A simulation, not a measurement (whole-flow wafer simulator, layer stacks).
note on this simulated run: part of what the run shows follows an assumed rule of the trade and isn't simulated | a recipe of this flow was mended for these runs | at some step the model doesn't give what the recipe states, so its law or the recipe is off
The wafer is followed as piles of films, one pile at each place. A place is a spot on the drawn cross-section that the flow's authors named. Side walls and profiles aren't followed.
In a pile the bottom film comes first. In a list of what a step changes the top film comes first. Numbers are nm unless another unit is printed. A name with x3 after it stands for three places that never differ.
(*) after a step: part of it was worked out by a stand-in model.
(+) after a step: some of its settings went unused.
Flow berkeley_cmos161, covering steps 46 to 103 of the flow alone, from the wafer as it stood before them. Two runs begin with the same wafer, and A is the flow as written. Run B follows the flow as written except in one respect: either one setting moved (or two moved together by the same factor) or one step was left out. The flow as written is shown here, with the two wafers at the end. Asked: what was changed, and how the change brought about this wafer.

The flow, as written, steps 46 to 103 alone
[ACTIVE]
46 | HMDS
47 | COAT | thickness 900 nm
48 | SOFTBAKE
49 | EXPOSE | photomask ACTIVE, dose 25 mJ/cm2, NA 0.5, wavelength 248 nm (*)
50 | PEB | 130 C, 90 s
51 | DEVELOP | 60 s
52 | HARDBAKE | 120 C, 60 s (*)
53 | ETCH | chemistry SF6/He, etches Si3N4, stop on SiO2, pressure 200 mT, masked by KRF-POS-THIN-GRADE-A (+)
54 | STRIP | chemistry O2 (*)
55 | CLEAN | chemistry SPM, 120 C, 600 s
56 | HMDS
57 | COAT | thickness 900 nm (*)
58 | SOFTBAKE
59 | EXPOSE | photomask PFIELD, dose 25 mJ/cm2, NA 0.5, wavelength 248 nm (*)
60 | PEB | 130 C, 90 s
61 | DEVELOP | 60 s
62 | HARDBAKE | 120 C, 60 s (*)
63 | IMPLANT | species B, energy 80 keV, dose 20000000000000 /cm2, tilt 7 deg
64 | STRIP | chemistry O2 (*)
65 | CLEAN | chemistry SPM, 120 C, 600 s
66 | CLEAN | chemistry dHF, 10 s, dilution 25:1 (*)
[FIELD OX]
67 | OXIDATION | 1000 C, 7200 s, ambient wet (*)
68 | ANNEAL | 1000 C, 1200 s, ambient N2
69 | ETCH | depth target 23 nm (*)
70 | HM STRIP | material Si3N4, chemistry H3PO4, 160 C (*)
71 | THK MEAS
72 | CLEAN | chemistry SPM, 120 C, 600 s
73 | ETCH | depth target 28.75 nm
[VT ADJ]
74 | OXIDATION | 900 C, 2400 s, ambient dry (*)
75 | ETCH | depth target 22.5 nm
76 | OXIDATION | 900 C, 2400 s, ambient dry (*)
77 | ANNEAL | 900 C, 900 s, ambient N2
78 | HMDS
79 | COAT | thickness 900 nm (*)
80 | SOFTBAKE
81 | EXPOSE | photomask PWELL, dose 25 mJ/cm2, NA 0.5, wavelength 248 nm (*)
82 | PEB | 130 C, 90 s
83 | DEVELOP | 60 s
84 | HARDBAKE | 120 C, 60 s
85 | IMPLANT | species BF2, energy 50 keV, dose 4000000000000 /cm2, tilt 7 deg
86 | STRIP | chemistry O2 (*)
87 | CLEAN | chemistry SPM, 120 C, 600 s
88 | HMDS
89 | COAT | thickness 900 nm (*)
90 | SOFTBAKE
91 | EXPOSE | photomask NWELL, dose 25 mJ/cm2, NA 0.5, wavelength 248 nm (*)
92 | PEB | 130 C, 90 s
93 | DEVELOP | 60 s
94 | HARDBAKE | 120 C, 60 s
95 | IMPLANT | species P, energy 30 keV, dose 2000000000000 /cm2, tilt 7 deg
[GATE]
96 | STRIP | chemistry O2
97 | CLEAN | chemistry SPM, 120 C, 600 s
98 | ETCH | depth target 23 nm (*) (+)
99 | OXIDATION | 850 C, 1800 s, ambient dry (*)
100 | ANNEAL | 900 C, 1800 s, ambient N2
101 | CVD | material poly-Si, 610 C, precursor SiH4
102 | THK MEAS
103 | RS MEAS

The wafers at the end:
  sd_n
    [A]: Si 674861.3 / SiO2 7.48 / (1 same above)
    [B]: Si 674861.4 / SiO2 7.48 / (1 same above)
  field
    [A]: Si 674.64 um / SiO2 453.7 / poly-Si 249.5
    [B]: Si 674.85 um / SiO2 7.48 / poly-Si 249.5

The reason: step 67, OXIDATION: 1000 C, 7200 s, ambient wet (*), was not run.

How this came from the change, step by step:
  69 | ETCH | depth target 23 nm (*)
      sd_n, spacer_n, gate_n, sd_p, spacer_p, gate_p, contact, m1: A SiO2 loses 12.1 (all of it), Si3N4 loses 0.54 | B Si3N4 loses 1.15
      field: A SiO2 loses 23 | B SiO2 loses 16.3 (all of it)
  70 | HM STRIP | material Si3N4, chemistry H3PO4, 160 C (*)
      field: A SiO2 loses 14.5 | B chemical SiO2 gains 0.5 (new film), Si loses 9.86
      sd_n, spacer_n, gate_n, sd_p, spacer_p, gate_p, contact, m1: A Si3N4 loses 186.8 (all of it), SiO2 loses 8.69 | B Si3N4 loses 192.9 (all of it), SiO2 loses 8.97
  73 | ETCH | depth target 28.75 nm
      field: A SiO2 loses 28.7 | B chemical SiO2 loses 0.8 (all of it)
  74 | OXIDATION | 900 C, 2400 s, ambient dry (*)
      field: A SiO2 gains 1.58, Si loses 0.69 | B SiO2 gains 14.9 (new film), Si loses 6.57
  75 | ETCH | depth target 22.5 nm
      field: A SiO2 loses 22.5 | B SiO2 loses 14.9 (all of it)
  76 | OXIDATION | 900 C, 2400 s, ambient dry (*)
      field: A SiO2 gains 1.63, Si loses 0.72 | B SiO2 gains 14.9 (new film), Si loses 6.57
  79 | COAT | thickness 900 nm (*)
      field: A KrF-resist gains 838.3 (new film) | B KrF-resist gains 902.8 (new film)
      sd_n: A KrF-resist gains 1020.9 (new film) | B KrF-resist gains 894.8 (new film)
      (as well as at 7 more places)
  83 | DEVELOP | 60 s
      field: A KrF-resist loses 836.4 (all of it) | B KrF-resist loses 900.6 (all of it)
      sd_n: A KrF-resist loses 1018.4 (all of it) | B KrF-resist loses 892.7 (all of it)
      (as well as at 4 more places)
  84 | HARDBAKE | 120 C, 60 s
      sd_p: A KrF-resist loses 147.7 | B KrF-resist loses 132.3
      spacer_p: A KrF-resist loses 144.7 | B KrF-resist loses 132.4
      (as well as at 1 more place)
  86 | STRIP | chemistry O2 (*)
      sd_p: A KrF-resist loses 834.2 (all of it) | B KrF-resist loses 746.4 (all of it)
      spacer_p: A KrF-resist loses 816.9 (all of it) | B KrF-resist loses 747 (all of it)
      (as well as at 1 more place)
  89 | COAT | thickness 900 nm (*)
      field: A KrF-resist gains 838.3 (new film) | B KrF-resist gains 902.8 (new film)
      sd_n: A KrF-resist gains 1020.9 (new film) | B KrF-resist gains 894.8 (new film)
      (as well as at 7 more places)
  93 | DEVELOP | 60 s
      sd_p: A KrF-resist loses 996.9 (all of it) | B KrF-resist loses 893.6 (all of it)
      spacer_p: A KrF-resist loses 976.5 (all of it) | B KrF-resist loses 894.3 (all of it)
      (as well as at 1 more place)
  94 | HARDBAKE | 120 C, 60 s
      spacer_n, gate_n: A KrF-resist loses 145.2 | B KrF-resist loses 132.4
      field: A KrF-resist loses 123.7 | B KrF-resist loses 133.3
      (as well as at 3 more places)
  96 | STRIP | chemistry O2
      field: A KrF-resist loses 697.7 (all of it) | B KrF-resist loses 752.4 (all of it)
      sd_n: A KrF-resist loses 852.5 (all of it) | B KrF-resist loses 745.6 (all of it)
      (as well as at 4 more places)
  98 | ETCH | depth target 23 nm (*) (+)
      field: A SiO2 loses 23 | B SiO2 loses 14.9 (all of it)
  99 | OXIDATION | 850 C, 1800 s, ambient dry (*)
      field: A SiO2 gains 0.5, Si loses 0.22 | B SiO2 gains 7.48 (new film), Si loses 3.29
